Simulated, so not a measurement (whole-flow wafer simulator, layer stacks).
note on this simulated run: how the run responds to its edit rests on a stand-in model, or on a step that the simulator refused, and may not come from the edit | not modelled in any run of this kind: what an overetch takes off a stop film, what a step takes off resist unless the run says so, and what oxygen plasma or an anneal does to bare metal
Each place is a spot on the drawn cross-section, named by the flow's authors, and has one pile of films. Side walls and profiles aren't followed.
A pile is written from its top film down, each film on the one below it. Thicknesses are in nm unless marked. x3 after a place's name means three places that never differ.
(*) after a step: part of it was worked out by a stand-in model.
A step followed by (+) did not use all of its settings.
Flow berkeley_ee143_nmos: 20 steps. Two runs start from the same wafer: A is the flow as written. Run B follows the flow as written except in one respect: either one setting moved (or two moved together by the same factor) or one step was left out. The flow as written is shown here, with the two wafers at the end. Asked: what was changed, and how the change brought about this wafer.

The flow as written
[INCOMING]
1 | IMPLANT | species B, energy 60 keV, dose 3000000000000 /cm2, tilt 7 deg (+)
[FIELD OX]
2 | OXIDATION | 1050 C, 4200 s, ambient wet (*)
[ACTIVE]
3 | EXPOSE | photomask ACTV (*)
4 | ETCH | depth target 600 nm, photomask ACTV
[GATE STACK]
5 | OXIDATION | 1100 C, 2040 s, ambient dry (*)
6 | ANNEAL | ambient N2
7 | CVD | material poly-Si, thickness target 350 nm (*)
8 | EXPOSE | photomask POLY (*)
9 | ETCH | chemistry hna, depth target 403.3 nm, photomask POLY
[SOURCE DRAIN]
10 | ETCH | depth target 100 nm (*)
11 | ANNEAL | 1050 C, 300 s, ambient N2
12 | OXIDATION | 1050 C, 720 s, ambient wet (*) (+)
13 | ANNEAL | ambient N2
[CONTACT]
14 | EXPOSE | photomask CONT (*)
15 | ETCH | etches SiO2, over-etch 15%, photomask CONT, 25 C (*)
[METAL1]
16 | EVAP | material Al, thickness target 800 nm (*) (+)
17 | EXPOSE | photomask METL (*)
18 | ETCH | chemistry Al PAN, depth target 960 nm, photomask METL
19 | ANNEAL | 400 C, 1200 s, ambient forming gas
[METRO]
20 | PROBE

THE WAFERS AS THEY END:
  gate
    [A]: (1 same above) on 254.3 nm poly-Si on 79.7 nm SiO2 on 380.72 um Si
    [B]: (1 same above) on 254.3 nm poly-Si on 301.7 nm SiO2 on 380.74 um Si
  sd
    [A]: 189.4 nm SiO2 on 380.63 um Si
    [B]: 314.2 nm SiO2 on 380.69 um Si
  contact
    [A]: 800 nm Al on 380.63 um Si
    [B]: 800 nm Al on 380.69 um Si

Cause: step 4, ETCH: depth target 285 nm was run, while the flow as written has depth target 600 nm.

How this came from the change, step by step:
  4 | ETCH | depth target 600 nm, photomask ACTV
      gate, sd, contact: A -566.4 SiO2 (all of it) | B -285 SiO2
  5 | OXIDATION | 1100 C, 2040 s, ambient dry (*)
      gate, sd, contact: A +79.7 SiO2 (new film), -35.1 Si | B +20.4 SiO2, -8.97 Si
  10 | ETCH | depth target 100 nm (*)
      sd, contact: A -79.7 SiO2 (all of it) | B -100 SiO2
  12 | OXIDATION | 1050 C, 720 s, ambient wet (*) (+)
      sd, contact: A +189.4 SiO2 (new film), -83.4 Si | B +112.5 SiO2, -49.5 Si
  15 | ETCH | etches SiO2, over-etch 15%, photomask CONT, 25 C (*)
      contact: A -189.4 SiO2 (all of it) | B -314.2 SiO2 (all of it)
